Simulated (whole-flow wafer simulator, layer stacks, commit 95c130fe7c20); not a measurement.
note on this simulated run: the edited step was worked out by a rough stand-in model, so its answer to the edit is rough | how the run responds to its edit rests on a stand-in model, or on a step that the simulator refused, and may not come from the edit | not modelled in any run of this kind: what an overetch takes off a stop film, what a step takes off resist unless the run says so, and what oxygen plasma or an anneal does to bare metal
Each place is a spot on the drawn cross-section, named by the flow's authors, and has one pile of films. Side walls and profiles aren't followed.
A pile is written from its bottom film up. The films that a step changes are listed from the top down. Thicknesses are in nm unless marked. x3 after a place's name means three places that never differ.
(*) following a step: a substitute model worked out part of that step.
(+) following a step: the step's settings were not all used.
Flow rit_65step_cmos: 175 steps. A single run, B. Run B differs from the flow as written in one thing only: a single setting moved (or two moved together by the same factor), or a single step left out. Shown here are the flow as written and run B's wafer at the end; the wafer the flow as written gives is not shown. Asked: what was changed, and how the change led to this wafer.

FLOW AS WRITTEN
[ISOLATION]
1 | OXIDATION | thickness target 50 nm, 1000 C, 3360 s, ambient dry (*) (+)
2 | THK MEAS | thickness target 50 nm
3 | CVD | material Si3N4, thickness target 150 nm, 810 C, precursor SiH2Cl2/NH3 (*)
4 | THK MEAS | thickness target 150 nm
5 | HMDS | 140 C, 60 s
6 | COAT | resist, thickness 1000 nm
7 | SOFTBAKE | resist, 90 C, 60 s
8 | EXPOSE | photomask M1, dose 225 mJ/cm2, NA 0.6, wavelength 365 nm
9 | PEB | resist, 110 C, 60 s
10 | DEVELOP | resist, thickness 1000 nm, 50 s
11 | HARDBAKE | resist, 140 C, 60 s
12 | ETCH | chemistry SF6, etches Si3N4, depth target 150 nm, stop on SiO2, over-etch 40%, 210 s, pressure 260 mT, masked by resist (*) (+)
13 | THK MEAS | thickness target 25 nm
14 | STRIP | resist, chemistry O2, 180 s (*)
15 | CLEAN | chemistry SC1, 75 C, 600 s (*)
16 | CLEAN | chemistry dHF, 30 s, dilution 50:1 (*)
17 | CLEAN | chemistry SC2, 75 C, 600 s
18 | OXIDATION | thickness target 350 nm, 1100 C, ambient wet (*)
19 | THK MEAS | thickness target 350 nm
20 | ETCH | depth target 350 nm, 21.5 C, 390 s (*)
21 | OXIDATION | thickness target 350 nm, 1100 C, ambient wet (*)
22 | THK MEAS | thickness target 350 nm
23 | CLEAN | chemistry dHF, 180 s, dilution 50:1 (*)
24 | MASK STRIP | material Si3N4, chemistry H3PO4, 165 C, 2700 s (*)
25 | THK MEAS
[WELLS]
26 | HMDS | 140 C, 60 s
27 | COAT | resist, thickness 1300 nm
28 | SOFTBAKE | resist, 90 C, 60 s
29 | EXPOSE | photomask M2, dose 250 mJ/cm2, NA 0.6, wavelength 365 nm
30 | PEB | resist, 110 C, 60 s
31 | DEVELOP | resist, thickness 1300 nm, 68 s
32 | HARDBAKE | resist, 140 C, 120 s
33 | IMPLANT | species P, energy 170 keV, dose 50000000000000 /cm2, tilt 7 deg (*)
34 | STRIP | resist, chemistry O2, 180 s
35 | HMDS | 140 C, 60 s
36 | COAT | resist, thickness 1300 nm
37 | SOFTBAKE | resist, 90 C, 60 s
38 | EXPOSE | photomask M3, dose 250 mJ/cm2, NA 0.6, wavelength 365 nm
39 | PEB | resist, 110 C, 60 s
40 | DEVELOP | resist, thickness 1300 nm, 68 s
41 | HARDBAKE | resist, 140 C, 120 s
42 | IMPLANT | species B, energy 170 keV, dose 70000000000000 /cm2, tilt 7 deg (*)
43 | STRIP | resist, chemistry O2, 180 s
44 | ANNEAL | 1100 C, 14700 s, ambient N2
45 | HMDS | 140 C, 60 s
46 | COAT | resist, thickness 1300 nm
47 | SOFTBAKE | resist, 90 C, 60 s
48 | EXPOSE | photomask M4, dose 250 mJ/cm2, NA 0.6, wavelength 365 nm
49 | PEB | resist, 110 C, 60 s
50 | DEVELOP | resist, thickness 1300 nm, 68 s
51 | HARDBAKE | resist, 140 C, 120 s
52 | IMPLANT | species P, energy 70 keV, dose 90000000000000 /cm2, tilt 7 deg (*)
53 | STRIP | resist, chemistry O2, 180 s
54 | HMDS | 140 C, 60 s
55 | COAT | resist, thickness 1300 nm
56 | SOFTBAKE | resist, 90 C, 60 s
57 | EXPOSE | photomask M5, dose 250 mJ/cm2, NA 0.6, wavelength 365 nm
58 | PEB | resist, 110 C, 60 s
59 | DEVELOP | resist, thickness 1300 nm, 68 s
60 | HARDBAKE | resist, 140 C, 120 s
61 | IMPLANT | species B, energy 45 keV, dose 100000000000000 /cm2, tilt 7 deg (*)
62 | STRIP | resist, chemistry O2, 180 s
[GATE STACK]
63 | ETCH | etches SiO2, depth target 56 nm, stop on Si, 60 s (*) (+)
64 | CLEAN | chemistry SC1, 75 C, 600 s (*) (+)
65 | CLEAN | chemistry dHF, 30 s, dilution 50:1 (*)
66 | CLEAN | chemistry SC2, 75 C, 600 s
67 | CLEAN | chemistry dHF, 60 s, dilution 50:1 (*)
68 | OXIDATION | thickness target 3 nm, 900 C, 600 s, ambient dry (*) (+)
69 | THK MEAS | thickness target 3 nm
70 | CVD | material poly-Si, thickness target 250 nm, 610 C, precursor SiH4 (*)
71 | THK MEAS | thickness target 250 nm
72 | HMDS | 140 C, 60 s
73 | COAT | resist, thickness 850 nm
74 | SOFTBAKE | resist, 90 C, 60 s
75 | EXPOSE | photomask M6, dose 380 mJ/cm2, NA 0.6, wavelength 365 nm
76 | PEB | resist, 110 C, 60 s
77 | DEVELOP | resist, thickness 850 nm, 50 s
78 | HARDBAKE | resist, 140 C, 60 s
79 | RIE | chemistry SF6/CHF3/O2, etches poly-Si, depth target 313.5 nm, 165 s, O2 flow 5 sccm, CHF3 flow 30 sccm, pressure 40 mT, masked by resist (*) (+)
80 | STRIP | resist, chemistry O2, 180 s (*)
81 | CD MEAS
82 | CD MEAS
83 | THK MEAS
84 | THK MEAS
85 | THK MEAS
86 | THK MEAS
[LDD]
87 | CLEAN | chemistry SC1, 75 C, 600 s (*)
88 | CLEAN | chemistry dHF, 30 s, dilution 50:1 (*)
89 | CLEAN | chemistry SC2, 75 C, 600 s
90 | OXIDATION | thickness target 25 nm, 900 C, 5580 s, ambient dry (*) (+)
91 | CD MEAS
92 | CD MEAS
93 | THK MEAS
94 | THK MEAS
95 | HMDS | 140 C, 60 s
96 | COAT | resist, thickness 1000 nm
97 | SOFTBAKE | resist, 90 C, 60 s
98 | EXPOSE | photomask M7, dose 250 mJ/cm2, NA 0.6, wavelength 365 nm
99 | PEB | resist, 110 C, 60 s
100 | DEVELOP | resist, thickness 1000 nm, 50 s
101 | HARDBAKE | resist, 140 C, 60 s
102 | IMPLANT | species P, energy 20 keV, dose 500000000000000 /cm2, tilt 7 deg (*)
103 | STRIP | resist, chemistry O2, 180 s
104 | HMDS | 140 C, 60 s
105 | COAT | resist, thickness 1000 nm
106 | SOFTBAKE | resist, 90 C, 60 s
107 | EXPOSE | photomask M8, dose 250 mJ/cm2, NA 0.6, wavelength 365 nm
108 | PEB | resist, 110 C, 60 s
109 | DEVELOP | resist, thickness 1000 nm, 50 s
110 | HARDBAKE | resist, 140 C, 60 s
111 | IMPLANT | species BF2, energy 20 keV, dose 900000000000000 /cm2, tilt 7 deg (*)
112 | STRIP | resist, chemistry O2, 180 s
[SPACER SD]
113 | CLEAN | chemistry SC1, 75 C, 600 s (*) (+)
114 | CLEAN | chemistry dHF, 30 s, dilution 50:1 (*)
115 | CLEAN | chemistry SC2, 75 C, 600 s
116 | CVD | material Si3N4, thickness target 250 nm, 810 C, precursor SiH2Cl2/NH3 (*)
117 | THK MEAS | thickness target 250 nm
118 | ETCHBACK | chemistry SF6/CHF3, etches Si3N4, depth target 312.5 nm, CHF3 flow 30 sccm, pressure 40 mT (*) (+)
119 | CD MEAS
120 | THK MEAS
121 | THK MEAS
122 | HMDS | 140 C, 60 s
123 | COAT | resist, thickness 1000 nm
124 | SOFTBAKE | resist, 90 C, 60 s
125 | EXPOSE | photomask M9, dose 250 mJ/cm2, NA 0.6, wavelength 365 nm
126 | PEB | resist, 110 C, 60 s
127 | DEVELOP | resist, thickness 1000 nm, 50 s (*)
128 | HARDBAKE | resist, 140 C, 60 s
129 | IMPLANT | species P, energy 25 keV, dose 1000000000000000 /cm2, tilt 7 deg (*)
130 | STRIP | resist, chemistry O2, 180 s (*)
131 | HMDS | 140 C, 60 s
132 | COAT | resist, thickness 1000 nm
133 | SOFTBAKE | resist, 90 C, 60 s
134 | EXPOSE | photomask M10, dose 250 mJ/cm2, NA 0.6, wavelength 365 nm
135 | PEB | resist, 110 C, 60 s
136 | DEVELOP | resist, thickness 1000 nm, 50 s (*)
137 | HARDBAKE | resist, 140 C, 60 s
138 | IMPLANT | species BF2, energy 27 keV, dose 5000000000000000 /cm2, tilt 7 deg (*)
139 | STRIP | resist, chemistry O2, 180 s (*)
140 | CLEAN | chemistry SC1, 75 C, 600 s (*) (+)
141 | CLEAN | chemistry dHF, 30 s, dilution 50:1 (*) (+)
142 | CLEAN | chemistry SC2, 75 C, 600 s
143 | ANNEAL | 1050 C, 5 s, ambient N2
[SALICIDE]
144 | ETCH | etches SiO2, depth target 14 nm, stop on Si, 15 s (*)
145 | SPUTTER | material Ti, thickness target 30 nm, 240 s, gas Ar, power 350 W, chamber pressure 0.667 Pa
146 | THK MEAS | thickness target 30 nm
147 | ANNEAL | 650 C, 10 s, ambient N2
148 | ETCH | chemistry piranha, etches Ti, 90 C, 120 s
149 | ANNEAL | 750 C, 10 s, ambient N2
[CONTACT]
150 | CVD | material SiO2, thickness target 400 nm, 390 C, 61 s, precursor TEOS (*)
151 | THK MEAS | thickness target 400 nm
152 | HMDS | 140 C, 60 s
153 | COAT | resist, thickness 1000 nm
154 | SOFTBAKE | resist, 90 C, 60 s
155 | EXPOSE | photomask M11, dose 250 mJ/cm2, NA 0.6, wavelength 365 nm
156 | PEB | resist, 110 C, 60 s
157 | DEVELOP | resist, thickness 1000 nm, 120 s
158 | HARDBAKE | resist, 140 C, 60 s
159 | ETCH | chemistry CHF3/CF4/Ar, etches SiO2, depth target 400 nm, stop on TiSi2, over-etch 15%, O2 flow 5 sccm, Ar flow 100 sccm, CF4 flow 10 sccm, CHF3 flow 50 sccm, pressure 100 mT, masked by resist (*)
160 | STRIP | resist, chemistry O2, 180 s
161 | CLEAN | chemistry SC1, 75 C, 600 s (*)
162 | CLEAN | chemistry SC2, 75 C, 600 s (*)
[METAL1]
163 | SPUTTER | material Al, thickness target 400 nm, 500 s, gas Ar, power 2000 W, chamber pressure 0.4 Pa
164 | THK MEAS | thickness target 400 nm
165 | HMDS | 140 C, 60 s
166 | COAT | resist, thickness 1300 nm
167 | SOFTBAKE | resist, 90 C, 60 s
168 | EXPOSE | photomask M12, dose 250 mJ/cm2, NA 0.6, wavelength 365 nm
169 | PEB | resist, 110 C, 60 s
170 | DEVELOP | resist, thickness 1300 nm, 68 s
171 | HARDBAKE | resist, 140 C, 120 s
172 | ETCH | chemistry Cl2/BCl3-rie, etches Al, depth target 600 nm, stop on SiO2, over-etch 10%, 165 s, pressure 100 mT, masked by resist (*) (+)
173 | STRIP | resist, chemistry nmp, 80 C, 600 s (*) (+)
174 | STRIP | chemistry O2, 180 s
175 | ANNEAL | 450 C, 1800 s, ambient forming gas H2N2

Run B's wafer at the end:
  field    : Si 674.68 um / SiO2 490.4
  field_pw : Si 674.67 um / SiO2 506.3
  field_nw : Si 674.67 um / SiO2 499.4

What caused this: step 116, CVD: thickness target 212 nm was run, whereas the flow has thickness target 250 nm.

Step by step, how the change led to this:
  116 | CVD | material Si3N4, thickness target 250 nm, 810 C, precursor SiH2Cl2/NH3 (*)
      field, field_pw, field_nw and 11 more: Si3N4 gains 212 (new film) (in the flow as written it would be: Si3N4 gains 250 (new film))
  118 | ETCHBACK | chemistry SF6/CHF3, etches Si3N4, depth target 312.5 nm, CHF3 flow 30 sccm, pressure 40 mT (*) (+)
      field, field_pw, field_nw, field_p: Si3N4 loses 212 (all of it), SiO2 loses 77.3 (in the flow as written it would be: Si3N4 loses 250 (all of it), SiO2 loses 48.1)
      gate_n: Si3N4 loses 212 (all of it), SiO2 loses 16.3 (all of it), poly-Si loses 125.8 (in the flow as written it would be: Si3N4 loses 250 (all of it), SiO2 loses 16.3 (all of it), poly-Si loses 65.5)
      (also at 1 further place)
  123 | COAT | resist, thickness 1000 nm
      gate_n: resist gains 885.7 (new film) (in the flow as written it would be: resist gains 835 (new film))
      gate_p: resist gains 886.8 (new film) (in the flow as written it would be: resist gains 836.1 (new film))
      (also at 2 further places)
  126 | PEB | resist, 110 C, 60 s
      gate_n, gate_p: resist loses 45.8 (in the flow as written it would be: resist loses 43.1)
      spacer: resist loses 43.5 (in the flow as written it would be: resist loses 41.9)
      (also at 1 further place)
  127 | DEVELOP | resist, thickness 1000 nm, 50 s (*)
      gate_n: resist loses 839.9 (all of it) (in the flow as written it would be: resist loses 791.9 (all of it))
      spacer: resist loses 799.4 (all of it) (in the flow as written it would be: resist loses 772.3 (all of it))
  128 | HARDBAKE | resist, 140 C, 60 s
      gate_p: resist loses 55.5 (in the flow as written it would be: resist loses 51.9)
      spacer_p: resist loses 52.4 (in the flow as written it would be: resist loses 50.4)
  130 | STRIP | resist, chemistry O2, 180 s (*)
      gate_p: chemical SiO2 gains 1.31 (new film), resist loses 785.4 (all of it), poly-Si loses 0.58 (in the flow as written it would be: chemical SiO2 gains 1.31 (new film), resist loses 741.1 (all of it), poly-Si loses 0.58)
      spacer_p: resist loses 747.5 (all of it) (in the flow as written it would be: resist loses 722.3 (all of it))
  132 | COAT | resist, thickness 1000 nm
      gate_n: resist gains 885.5 (new film) (in the flow as written it would be: resist gains 834.8 (new film))
      gate_p: resist gains 886.6 (new film) (in the flow as written it would be: resist gains 835.9 (new film))
      (also at 2 further places)
  135 | PEB | resist, 110 C, 60 s
      gate_n, gate_p: resist loses 45.8 (in the flow as written it would be: resist loses 43.1)
      spacer, spacer_p: resist loses 43.5 (in the flow as written it would be: resist loses 42)
  136 | DEVELOP | resist, thickness 1000 nm, 50 s (*)
      gate_p: resist loses 840.8 (all of it) (in the flow as written it would be: resist loses 792.8 (all of it))
      spacer_p: resist loses 800.4 (all of it) (in the flow as written it would be: resist loses 773.3 (all of it))
  137 | HARDBAKE | resist, 140 C, 60 s
      field: resist loses 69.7 (in the flow as written it would be: resist loses 68.3)
      gate_n: resist loses 55.4 (in the flow as written it would be: resist loses 51.8)
      (also at 1 further place)
  139 | STRIP | resist, chemistry O2, 180 s (*)
      gate_n: resist loses 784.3 (all of it), chemical SiO2 gains 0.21, poly-Si loses 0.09 (in the flow as written it would be: resist loses 740 (all of it), chemical SiO2 gains 0.21, poly-Si loses 0.09)
      spacer: resist loses 747.6 (all of it) (in the flow as written it would be: resist loses 722.5 (all of it))
  145 | SPUTTER | material Ti, thickness target 30 nm, 240 s, gas Ar, power 350 W, chamber pressure 0.667 Pa
      gate_n: Ti gains 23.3 (new film) (in the flow as written it would be: Ti gains 27.3 (new film))
      gate_p: Ti gains 23.2 (new film) (in the flow as written it would be: Ti gains 27.2 (new film))
  147 | ANNEAL | 650 C, 10 s, ambient N2
      gate_n: Ti loses 18.2, TiSi first gains 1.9 (new film), TiSi2 C49 gains 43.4 (new film), poly-Si loses 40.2 (in the flow as written it would be: Ti loses 21.3, TiSi first gains 9.82 (new film), TiSi2 C49 gains 39.5 (new film), poly-Si loses 41.9)
      gate_p: Ti loses 18.1, TiSi first gains 1.7 (new film), TiSi2 C49 gains 43.5 (new film), poly-Si loses 40.1 (in the flow as written it would be: Ti loses 21.2, TiSi first gains 9.56 (new film), TiSi2 C49 gains 39.6 (new film), poly-Si loses 41.9)
  148 | ETCH | chemistry piranha, etches Ti, 90 C, 120 s
      gate_n: Ti loses 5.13 (all of it), TiSi first loses 0.1 (in the flow as written it would be: Ti loses 6 (all of it), TiSi first loses 0.1)
      gate_p: Ti loses 5.1 (all of it), TiSi first loses 0.1 (in the flow as written it would be: Ti loses 5.97 (all of it), TiSi first loses 0.1)
  149 | ANNEAL | 750 C, 10 s, ambient N2
      gate_n: TiSi2 gains 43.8 (new film), TiSi first loses 1.8 (all of it), TiSi2 C49 loses 43.4 (all of it), poly-Si loses 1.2 (in the flow as written it would be: TiSi2 gains 50.8 (new film), TiSi first loses 9.72 (all of it), TiSi2 C49 loses 39.5 (all of it), poly-Si loses 6.48)
      gate_p: TiSi2 gains 43.6 (new film), TiSi first loses 1.6 (all of it), TiSi2 C49 loses 43.5 (all of it), poly-Si loses 1.07 (in the flow as written it would be: TiSi2 gains 50.6 (new film), TiSi first loses 9.46 (all of it), TiSi2 C49 loses 39.6 (all of it), poly-Si loses 6.31)
  ... 7 further steps ...
  170 | DEVELOP | resist, thickness 1300 nm, 68 s
      gate_n: resist loses 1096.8 (all of it) (in the flow as written it would be: resist loses 1072.6 (all of it))
      gate_p: resist loses 1100.5 (all of it) (in the flow as written it would be: resist loses 1076.3 (all of it))
      (also at 2 further places)
